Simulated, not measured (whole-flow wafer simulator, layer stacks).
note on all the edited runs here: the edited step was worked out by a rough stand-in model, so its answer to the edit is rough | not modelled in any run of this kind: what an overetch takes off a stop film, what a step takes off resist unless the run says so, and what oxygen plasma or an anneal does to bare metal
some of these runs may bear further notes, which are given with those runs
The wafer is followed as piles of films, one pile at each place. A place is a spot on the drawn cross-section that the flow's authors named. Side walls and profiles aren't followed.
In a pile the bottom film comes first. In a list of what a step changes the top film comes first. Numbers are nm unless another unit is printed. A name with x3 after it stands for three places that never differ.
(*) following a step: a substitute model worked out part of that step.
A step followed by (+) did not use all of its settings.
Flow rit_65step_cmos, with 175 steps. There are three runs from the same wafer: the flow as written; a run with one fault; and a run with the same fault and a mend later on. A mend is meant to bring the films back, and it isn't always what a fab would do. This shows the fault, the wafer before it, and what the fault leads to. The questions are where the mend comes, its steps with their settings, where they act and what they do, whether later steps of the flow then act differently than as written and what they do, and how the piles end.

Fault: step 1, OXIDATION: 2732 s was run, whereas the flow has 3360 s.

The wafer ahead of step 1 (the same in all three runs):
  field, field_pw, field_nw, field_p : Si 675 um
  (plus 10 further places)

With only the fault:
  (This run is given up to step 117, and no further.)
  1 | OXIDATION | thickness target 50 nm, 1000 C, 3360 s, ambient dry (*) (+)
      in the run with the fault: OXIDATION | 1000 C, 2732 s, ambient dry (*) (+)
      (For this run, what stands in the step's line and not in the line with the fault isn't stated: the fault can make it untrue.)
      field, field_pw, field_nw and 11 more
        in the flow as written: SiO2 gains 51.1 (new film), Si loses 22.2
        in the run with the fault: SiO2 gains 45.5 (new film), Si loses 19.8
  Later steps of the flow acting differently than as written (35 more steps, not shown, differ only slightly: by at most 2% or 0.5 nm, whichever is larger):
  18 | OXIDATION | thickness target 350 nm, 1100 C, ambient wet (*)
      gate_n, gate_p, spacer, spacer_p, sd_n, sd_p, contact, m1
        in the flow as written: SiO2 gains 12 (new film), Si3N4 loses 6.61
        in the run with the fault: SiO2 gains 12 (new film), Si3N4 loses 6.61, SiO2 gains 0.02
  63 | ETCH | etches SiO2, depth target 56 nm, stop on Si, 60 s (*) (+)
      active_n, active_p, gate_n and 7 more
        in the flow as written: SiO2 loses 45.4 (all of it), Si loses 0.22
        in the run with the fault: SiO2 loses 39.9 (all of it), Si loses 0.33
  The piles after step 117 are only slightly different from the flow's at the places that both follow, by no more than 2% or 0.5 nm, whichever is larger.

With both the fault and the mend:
  The mend stands after step 2.
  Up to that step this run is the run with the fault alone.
  2a | ETCH | depth target 52 nm, 21.5 C, 58 s
      field, field_pw, field_nw and 11 more
        SiO2 loses 45.5 (all of it)
  2b | CLEAN | chemistry SC2, 75 C, 600 s
      field, field_pw, field_nw and 11 more
        chemical SiO2 gains 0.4 (new film), Si loses 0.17
  2c | OXIDATION | 1000 C, 3360 s, ambient dry (*) (the flow's step 1, run once more with other settings)
      field, field_pw, field_nw and 11 more
        SiO2 gains 51 (new film), chemical SiO2 loses 0.4 (all of it), Si loses 22.3
  Later steps of the flow acting differently than as written (18 more steps, not shown, differ only slightly: by at most 2% or 0.5 nm, whichever is larger):
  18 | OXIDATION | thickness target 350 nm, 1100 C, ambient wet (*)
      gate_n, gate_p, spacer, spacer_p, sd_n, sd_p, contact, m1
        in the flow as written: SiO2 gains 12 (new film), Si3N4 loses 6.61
        in the run with the mend: SiO2 gains 12 (new film), Si3N4 loses 6.61, SiO2 gains 0.03
  The piles end only slightly different from the flow's at the places that both follow, by no more than 2% or 0.5 nm, whichever is larger.
